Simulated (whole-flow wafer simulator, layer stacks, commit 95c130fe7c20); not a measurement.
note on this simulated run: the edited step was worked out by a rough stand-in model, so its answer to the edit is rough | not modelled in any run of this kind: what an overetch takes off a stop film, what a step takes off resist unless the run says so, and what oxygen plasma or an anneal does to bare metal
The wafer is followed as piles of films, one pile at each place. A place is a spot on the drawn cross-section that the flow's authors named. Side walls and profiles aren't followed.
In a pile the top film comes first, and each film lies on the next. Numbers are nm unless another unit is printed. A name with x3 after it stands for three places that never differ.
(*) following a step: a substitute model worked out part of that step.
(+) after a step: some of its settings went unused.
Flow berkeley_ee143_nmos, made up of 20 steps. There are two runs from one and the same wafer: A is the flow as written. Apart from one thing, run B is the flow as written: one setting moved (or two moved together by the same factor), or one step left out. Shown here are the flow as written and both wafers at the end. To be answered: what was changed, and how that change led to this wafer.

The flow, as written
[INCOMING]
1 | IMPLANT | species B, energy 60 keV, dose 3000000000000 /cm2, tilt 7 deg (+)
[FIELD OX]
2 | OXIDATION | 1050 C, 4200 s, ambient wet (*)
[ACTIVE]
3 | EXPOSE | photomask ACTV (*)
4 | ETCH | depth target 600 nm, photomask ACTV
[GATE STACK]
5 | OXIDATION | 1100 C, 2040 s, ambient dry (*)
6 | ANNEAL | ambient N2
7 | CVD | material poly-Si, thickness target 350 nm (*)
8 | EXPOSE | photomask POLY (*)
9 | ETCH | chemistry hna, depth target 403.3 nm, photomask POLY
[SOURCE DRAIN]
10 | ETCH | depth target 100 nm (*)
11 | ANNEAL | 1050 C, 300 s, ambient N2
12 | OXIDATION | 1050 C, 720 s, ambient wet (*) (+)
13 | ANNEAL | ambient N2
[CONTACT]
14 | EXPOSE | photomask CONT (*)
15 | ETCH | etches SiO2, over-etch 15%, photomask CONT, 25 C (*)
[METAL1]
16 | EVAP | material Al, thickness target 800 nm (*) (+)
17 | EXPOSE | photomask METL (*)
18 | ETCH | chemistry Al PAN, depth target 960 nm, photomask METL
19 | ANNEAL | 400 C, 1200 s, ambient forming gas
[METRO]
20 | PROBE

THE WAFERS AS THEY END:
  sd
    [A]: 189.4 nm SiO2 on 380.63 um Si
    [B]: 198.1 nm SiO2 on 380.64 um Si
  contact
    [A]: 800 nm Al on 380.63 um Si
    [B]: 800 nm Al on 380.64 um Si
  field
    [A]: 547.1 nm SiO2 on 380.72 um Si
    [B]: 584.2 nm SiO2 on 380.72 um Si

The reason: step 10, ETCH: depth target 59 nm was run, whereas the flow has depth target 100 nm.

Step by step, how the change led to this:
  10 | ETCH | depth target 100 nm (*)
      sd, contact: A SiO2 loses 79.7 (all of it) | B SiO2 loses 59
      field: A SiO2 loses 100 | B SiO2 loses 59
  12 | OXIDATION | 1050 C, 720 s, ambient wet (*) (+)
      sd, contact: A SiO2 gains 189.4 (new film), Si loses 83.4 | B SiO2 gains 177.5, Si loses 78.1
      field: A SiO2 gains 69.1, Si loses 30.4 | B SiO2 gains 65.3, Si loses 28.7
  15 | ETCH | etches SiO2, over-etch 15%, photomask CONT, 25 C (*)
      contact: A SiO2 loses 189.4 (all of it) | B SiO2 loses 198.1 (all of it)
